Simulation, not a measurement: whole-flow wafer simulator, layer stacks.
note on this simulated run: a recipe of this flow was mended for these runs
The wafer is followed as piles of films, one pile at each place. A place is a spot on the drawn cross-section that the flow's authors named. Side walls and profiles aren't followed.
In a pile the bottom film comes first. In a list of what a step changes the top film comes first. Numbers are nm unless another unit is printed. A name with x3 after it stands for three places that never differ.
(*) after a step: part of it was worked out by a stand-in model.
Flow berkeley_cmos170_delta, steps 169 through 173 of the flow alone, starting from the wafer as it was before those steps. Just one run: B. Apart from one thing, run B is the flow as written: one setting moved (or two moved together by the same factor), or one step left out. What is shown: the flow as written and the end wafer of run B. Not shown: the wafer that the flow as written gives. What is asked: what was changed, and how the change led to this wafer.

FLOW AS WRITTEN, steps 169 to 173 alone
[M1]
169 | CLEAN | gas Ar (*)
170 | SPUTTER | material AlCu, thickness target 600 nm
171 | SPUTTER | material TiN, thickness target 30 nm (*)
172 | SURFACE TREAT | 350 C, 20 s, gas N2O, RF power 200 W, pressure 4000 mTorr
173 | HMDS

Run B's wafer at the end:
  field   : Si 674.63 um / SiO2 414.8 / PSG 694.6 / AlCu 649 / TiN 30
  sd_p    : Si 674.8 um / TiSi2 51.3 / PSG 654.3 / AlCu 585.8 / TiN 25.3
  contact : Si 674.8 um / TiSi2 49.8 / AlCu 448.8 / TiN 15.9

Cause: step 170, SPUTTER: thickness target 649 nm was run, whereas the flow has thickness target 600 nm.
The wafer itself shows it: field has AlCu 649, and step 170 as written asks for 600 nm.

How this came from the change, step by step:
  170 | SPUTTER | material AlCu, thickness target 600 nm
      field, sd_n, spacer_n, gate, spacer_p, gate_p, m1: AlCu gains 649 (new film) (as written it would have been: AlCu gains 600 (new film))
      sd_p: AlCu gains 585.8 (new film) (as written it would have been: AlCu gains 539.5 (new film))
      (and at 1 other place as well)
